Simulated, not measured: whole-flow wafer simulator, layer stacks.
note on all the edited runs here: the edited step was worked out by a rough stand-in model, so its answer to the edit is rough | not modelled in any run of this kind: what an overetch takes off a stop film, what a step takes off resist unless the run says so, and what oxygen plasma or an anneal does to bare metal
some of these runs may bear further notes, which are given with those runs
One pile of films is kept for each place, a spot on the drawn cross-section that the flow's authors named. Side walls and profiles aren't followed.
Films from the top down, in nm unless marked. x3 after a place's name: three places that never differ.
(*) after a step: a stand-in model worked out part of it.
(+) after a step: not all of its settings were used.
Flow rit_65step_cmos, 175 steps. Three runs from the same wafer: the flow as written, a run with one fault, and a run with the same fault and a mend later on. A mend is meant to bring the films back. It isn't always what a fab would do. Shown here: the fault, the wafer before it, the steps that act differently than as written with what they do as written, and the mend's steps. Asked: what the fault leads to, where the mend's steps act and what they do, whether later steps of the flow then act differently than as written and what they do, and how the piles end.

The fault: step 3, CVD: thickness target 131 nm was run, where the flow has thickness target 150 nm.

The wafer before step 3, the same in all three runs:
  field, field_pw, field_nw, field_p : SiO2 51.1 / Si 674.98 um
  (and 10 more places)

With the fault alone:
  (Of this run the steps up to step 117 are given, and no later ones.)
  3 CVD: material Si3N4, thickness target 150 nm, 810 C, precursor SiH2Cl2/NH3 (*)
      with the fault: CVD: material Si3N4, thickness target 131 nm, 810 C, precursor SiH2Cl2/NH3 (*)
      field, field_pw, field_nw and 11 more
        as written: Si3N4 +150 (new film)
        with the fault: Si3N4 +131 (new film)
  Later steps of the flow that act differently than as written (37 more steps differ only slightly, by at most 2% or 0.5 nm, whichever is larger, and aren't shown):
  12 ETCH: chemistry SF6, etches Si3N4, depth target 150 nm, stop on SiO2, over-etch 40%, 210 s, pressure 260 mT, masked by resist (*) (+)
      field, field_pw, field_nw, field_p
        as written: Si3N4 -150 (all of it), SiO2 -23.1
        with the fault: Si3N4 -131 (all of it), SiO2 -30.4
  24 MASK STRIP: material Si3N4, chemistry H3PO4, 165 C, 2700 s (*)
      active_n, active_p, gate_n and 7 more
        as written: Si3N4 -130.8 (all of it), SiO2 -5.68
        with the fault: Si3N4 -111.8 (all of it), SiO2 -6.41
  After step 117 the piles differ from the flow's only slightly at the places that both follow, by at most 2% or 0.5 nm, whichever is larger.

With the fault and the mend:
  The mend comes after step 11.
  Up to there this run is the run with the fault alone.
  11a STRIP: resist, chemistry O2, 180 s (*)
      active_n, active_p, gate_n and 7 more
        resist -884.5 (all of it)
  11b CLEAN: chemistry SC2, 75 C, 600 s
      changes no film at any place that is followed
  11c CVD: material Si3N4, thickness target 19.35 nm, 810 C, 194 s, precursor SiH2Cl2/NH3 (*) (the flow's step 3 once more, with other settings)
      field, field_pw, field_nw and 11 more
        Si3N4 +19.3
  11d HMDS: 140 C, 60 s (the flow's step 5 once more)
      changes no film at any place that is followed
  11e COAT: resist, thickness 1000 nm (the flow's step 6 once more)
      field, field_pw, field_nw and 11 more
        resist +1000 (new film)
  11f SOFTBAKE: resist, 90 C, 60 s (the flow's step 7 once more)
      changes no film at any place that is followed
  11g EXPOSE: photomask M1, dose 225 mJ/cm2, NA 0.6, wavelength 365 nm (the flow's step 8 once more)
      changes no film at any place that is followed
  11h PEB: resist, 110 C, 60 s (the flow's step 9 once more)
      field, field_pw, field_nw and 11 more
        resist -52
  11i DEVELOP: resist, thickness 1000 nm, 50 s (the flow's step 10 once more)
      field, field_pw, field_nw, field_p
        resist -948 (all of it)
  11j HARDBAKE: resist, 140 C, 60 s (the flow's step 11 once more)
      active_n, active_p, gate_n and 7 more
        resist -63.5
  Later steps of the flow that act differently than as written (34 more steps differ only slightly, by at most 2% or 0.5 nm, whichever is larger, and aren't shown):
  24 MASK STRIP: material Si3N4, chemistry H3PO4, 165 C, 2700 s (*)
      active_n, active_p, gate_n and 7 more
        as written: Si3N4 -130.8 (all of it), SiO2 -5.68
        with the mend: Si3N4 -131 (all of it), SiO2 -5.16
  At the end the piles are the same as the flow's at every place that both follow.
